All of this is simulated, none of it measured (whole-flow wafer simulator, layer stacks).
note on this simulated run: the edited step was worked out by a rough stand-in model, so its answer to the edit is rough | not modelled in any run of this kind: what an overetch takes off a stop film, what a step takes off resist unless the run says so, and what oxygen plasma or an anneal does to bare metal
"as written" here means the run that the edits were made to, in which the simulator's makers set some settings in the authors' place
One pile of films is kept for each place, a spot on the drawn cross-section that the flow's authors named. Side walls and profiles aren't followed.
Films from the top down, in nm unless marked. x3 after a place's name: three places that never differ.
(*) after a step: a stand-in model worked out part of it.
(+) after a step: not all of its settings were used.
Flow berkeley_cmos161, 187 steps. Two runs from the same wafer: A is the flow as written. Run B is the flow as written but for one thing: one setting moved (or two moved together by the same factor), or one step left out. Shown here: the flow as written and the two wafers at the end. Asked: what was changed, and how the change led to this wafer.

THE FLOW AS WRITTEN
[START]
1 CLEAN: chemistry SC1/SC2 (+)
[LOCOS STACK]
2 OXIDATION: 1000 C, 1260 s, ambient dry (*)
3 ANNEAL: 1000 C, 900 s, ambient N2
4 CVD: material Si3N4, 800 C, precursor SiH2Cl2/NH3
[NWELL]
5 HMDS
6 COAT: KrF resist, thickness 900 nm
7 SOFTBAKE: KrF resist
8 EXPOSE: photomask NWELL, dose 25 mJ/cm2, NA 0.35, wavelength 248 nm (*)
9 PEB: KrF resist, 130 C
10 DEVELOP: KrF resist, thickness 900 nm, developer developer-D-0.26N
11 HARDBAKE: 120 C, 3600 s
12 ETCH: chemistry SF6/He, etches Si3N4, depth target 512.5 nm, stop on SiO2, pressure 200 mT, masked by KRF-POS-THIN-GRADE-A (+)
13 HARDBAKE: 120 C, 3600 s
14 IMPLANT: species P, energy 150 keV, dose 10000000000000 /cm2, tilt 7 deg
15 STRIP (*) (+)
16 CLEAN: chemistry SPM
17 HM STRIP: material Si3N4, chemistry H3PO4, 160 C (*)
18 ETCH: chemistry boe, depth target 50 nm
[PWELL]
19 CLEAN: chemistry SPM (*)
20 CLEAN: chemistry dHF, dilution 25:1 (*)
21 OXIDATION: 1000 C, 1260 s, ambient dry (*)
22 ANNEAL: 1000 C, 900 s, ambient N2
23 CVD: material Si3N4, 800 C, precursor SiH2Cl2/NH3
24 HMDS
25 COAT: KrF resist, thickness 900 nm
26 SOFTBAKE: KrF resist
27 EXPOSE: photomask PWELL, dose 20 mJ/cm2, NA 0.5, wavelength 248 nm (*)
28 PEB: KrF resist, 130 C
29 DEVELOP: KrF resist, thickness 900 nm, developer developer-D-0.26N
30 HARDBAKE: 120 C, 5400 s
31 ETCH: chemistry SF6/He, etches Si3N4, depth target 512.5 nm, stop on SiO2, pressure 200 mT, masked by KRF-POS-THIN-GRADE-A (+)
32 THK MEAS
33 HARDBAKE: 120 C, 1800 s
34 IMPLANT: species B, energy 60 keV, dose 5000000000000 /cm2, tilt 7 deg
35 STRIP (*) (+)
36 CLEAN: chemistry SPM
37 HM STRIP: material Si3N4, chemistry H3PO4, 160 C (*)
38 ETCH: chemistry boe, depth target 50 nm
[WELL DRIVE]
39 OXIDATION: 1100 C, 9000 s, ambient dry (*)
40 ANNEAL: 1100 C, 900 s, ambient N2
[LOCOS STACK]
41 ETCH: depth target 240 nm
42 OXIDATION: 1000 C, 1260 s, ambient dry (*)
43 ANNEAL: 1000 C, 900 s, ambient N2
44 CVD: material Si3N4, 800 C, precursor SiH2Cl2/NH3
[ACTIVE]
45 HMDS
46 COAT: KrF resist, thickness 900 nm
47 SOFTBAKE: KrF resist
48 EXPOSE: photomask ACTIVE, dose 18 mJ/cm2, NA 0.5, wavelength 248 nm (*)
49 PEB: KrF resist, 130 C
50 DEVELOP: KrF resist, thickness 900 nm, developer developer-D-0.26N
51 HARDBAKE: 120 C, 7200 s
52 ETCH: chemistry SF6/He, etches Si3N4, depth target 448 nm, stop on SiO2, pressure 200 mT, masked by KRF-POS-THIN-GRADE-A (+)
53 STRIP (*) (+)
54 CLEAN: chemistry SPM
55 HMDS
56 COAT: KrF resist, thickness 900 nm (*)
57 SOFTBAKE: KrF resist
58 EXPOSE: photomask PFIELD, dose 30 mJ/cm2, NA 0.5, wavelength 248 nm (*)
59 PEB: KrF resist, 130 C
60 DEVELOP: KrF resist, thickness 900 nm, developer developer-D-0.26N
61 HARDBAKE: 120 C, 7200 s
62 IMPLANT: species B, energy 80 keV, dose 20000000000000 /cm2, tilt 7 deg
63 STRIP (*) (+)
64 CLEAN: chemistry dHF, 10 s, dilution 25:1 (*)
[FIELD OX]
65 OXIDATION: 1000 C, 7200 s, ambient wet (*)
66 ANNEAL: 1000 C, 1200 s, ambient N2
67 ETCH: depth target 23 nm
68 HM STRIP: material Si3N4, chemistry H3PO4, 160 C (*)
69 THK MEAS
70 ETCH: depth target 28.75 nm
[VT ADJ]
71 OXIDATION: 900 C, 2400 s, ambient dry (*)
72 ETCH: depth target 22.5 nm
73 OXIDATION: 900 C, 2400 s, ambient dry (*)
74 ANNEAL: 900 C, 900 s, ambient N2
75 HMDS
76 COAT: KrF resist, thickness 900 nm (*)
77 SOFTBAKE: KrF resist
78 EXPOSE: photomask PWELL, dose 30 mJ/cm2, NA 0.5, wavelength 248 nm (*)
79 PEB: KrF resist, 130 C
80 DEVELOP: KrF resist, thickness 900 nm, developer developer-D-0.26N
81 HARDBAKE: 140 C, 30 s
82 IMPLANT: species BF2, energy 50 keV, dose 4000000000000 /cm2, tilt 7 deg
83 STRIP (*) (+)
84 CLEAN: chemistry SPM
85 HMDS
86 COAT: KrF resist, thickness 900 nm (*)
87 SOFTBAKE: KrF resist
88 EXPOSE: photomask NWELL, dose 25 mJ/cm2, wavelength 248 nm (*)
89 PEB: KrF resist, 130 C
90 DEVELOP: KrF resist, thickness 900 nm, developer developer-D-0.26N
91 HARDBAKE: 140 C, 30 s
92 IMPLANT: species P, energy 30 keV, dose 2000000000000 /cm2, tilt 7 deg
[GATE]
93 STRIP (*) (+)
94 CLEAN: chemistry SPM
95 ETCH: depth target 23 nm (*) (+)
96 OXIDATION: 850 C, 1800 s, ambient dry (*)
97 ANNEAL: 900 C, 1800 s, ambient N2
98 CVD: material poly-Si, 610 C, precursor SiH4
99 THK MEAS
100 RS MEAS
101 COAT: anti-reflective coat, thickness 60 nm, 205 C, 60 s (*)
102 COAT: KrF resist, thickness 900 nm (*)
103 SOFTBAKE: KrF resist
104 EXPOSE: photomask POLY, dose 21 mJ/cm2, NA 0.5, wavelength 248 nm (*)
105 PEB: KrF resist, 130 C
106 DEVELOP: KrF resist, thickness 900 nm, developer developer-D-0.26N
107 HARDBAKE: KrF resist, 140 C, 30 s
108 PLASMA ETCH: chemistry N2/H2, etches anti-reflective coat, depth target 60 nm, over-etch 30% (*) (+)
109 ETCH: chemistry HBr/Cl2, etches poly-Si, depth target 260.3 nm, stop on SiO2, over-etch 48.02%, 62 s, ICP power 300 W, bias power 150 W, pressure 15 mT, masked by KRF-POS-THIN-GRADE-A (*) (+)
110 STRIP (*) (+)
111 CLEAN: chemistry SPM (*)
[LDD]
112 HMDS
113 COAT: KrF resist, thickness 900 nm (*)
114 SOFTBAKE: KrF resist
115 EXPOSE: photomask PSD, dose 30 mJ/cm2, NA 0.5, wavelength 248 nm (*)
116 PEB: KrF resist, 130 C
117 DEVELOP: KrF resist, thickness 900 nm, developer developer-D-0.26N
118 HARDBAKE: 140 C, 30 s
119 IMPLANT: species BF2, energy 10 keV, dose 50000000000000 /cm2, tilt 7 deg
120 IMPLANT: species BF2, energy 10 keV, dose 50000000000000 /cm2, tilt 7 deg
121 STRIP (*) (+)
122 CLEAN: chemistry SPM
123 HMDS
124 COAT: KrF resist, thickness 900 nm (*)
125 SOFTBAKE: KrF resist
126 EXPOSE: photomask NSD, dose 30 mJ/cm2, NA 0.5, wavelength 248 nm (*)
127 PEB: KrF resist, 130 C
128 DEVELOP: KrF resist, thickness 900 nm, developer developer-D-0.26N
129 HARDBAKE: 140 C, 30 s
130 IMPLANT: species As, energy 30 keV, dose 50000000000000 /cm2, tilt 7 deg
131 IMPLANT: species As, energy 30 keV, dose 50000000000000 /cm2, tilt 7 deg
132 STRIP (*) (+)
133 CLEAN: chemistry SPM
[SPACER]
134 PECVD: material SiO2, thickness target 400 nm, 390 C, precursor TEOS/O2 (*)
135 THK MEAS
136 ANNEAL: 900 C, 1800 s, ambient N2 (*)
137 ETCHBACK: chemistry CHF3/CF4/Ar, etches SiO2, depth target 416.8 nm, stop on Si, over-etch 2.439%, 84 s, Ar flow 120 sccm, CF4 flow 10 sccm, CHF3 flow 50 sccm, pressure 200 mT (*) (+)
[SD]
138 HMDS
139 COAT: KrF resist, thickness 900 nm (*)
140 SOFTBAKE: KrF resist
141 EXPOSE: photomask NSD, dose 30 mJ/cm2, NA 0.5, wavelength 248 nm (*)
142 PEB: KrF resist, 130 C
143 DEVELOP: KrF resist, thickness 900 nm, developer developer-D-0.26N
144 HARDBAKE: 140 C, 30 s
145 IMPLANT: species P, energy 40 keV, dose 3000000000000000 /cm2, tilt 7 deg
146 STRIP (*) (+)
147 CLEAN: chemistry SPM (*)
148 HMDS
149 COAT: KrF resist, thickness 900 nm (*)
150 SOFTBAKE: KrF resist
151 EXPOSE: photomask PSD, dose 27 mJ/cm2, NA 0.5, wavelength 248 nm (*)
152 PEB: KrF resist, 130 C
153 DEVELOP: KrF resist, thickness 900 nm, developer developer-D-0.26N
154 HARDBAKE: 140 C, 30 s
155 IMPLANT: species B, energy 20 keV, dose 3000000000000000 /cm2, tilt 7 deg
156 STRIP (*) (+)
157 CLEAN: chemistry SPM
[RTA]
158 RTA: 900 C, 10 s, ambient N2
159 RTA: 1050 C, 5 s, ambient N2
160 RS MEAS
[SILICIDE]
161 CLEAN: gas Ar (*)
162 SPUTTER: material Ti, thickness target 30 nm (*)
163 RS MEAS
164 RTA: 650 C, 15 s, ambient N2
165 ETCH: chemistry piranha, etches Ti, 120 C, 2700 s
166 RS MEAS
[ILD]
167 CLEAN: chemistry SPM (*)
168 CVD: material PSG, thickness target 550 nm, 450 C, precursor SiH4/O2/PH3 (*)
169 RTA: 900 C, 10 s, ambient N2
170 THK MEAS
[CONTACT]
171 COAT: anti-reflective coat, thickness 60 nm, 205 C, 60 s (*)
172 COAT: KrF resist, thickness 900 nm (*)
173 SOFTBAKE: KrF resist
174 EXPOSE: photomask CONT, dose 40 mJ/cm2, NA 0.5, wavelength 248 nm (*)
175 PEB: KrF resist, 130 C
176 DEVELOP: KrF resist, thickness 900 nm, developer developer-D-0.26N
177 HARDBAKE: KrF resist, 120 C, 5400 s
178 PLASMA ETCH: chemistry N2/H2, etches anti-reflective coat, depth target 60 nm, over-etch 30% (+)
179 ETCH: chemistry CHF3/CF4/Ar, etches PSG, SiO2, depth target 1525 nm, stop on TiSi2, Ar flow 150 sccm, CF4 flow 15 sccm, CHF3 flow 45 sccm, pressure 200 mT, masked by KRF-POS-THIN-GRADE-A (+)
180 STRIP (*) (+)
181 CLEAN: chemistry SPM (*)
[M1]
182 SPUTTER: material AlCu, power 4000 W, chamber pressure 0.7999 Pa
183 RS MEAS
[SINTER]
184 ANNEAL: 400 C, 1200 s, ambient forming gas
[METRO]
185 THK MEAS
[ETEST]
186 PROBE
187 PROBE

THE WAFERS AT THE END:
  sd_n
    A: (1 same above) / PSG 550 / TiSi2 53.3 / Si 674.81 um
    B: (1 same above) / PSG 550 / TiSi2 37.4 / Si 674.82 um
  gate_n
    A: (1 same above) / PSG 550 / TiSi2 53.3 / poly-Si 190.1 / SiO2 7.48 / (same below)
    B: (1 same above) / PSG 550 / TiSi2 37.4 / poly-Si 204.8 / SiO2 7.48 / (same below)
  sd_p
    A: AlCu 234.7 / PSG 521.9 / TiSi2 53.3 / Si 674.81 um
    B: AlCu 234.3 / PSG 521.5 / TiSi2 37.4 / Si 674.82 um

The cause: step 162, SPUTTER: thickness target 21 nm was run, where the flow has thickness target 30 nm.

How the change led to this, step by step:
  162 SPUTTER: material Ti, thickness target 30 nm (*)
      field, sd_n, spacer_n and 6 more: A Ti +30 (new film) | B Ti +21 (new film)
  164 RTA: 650 C, 15 s, ambient N2
      sd_n, sd_p, contact, m1: A Ti -23.4, TiSi first +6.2 (new film), TiSi2 C49 +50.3 (new film), Si -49 | B Ti -16.4, TiSi2 C49 +41.7 (new film), Si -37.2
      gate_n, gate_p: A Ti -23.4, TiSi first +6.2 (new film), TiSi2 C49 +50.3 (new film), poly-Si -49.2 | B Ti -16.4, TiSi2 C49 +41.7 (new film), poly-Si -37.3
  165 ETCH: chemistry piranha, etches Ti, 120 C, 2700 s
      sd_n, gate_n, sd_p, gate_p, contact, m1: A Ti -6.6 (all of it), TiSi first -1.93 | B Ti -4.62 (all of it), TiSi2 C49 -1.93
      field, spacer_n, spacer_p: A Ti -30 (all of it) | B Ti -21 (all of it)
  169 RTA: 900 C, 10 s, ambient N2
      sd_n, sd_p, contact, m1: A under 1 film: TiSi2 +53.3 (new film), TiSi first -4.27 (all of it), TiSi2 C49 -50.3 (all of it), Si -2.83 | B under 1 film: TiSi2 +37.4 (new film), TiSi2 C49 -39.7 (all of it)
      gate_n, gate_p: A under 1 film: TiSi2 +53.3 (new film), TiSi first -4.27 (all of it), TiSi2 C49 -50.3 (all of it), poly-Si -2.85 | B under 1 film: TiSi2 +37.4 (new film), TiSi2 C49 -39.7 (all of it)
